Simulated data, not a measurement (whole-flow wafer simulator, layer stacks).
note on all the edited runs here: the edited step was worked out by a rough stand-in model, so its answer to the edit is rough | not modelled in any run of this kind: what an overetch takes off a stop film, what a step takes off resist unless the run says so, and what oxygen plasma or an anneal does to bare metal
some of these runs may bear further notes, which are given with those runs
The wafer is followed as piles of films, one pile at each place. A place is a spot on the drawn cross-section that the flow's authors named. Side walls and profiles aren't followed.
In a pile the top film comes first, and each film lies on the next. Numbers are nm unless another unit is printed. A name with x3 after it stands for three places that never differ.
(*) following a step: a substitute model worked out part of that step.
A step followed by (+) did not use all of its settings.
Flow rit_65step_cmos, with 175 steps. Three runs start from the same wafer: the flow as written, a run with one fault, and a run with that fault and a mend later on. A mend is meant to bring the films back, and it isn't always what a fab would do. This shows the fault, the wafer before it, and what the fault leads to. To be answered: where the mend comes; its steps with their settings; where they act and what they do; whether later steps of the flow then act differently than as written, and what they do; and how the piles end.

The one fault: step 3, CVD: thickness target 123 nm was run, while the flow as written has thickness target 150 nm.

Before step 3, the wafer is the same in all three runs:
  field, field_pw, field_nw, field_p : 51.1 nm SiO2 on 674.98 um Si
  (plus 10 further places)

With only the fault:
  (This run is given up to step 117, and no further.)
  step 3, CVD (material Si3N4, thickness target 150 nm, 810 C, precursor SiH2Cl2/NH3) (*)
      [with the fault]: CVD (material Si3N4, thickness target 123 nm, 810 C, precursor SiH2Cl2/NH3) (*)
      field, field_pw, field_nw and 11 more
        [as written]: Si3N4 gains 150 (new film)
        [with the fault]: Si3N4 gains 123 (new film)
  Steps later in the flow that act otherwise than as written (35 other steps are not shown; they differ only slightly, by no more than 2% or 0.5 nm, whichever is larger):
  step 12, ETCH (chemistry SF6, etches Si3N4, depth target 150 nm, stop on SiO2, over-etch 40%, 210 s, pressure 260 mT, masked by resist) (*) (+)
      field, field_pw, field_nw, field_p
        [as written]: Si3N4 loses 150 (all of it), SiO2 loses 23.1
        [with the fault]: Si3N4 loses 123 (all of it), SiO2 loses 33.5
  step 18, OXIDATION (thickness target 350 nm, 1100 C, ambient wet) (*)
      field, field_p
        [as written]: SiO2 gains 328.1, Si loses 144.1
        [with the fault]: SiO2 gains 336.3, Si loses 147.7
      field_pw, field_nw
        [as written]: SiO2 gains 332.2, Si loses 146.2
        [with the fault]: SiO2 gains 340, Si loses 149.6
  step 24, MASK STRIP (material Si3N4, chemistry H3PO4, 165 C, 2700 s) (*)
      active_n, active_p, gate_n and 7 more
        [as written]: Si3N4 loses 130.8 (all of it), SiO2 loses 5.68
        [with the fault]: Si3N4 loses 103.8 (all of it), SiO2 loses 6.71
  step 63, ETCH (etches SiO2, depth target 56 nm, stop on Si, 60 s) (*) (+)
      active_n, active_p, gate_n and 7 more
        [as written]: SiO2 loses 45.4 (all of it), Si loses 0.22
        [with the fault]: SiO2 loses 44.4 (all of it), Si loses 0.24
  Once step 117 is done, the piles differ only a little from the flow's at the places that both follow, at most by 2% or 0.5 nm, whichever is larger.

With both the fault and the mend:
  After step 11 comes the mend.
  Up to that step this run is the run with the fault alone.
  step 11a, STRIP (resist, chemistry O2, 180 s) (*)
      active_n, active_p, gate_n and 7 more
        resist loses 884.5 (all of it)
  step 11b, CLEAN (chemistry SC2, 75 C, 600 s)
      does not change any film at any place that is followed
  step 11c, CVD (material Si3N4, thickness target 27 nm, 810 C, precursor SiH2Cl2/NH3) (*) (a further turn of the flow's step 3, with different settings)
      field, field_pw, field_nw and 11 more
        Si3N4 gains 27
  step 11d, HMDS (140 C, 60 s) (a further turn of the flow's step 5)
      does not change any film at any place that is followed
  step 11e, COAT (resist, thickness 1000 nm) (a further turn of the flow's step 6)
      field, field_pw, field_nw and 11 more
        resist gains 1000 (new film)
  step 11f, SOFTBAKE (resist, 90 C, 60 s) (a further turn of the flow's step 7)
      does not change any film at any place that is followed
  step 11g, EXPOSE (photomask M1, dose 225 mJ/cm2, NA 0.6, wavelength 365 nm) (a further turn of the flow's step 8)
      does not change any film at any place that is followed
  step 11h, PEB (resist, 110 C, 60 s) (a further turn of the flow's step 9)
      field, field_pw, field_nw and 11 more
        resist loses 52
  step 11i, DEVELOP (resist, thickness 1000 nm, 50 s) (a further turn of the flow's step 10)
      field, field_pw, field_nw, field_p
        resist loses 948 (all of it)
  step 11j, HARDBAKE (resist, 140 C, 60 s) (a further turn of the flow's step 11)
      active_n, active_p, gate_n and 7 more
        resist loses 63.5
  None of the later steps of the flow acts differently than as written at any place that is followed.
  By the end, the piles equal the flow's at every place that both follow.
